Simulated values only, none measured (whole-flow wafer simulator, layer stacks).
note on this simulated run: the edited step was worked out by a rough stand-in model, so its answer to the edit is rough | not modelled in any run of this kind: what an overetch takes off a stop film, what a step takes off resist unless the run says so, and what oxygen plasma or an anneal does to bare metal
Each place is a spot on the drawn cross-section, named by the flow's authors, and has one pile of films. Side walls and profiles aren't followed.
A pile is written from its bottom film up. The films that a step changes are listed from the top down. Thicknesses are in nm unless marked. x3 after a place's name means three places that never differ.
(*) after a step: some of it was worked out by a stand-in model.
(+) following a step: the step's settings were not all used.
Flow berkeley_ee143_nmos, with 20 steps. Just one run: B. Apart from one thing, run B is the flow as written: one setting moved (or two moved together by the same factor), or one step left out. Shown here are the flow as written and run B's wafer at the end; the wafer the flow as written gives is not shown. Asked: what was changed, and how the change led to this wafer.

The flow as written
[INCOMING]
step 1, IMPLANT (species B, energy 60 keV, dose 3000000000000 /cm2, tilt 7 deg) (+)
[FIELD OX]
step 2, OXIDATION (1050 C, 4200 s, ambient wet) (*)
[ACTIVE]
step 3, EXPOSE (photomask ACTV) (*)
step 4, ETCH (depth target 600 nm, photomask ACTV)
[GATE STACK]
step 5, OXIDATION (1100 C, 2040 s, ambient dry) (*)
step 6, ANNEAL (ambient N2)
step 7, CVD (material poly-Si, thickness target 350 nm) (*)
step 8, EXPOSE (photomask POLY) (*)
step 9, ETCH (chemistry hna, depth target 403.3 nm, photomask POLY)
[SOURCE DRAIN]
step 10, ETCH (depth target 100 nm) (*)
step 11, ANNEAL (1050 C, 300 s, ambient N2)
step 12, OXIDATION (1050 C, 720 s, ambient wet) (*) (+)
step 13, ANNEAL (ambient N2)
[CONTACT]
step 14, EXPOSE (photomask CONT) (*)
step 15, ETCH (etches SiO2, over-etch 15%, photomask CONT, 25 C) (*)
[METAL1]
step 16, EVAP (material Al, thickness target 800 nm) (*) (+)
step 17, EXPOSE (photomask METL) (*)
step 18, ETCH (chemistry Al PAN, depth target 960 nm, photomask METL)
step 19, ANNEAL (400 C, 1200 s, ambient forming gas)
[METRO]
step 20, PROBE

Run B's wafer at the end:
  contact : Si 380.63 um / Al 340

The reason: step 16, EVAP: thickness target 340 nm was run, while the flow as written has thickness target 800 nm.
One can read it off the wafer: contact has Al 340, and step 16 as written asks for 800 nm.

The path from the change to this, step by step:
  step 16, EVAP (material Al, thickness target 800 nm) (*) (+)
      gate, sd, contact, field: Al gains 340 (new film) (it would be, as written: Al gains 800 (new film))
  step 18, ETCH (chemistry Al PAN, depth target 960 nm, photomask METL)
      gate, sd, field: Al loses 340 (all of it) (it would be, as written: Al loses 800 (all of it))
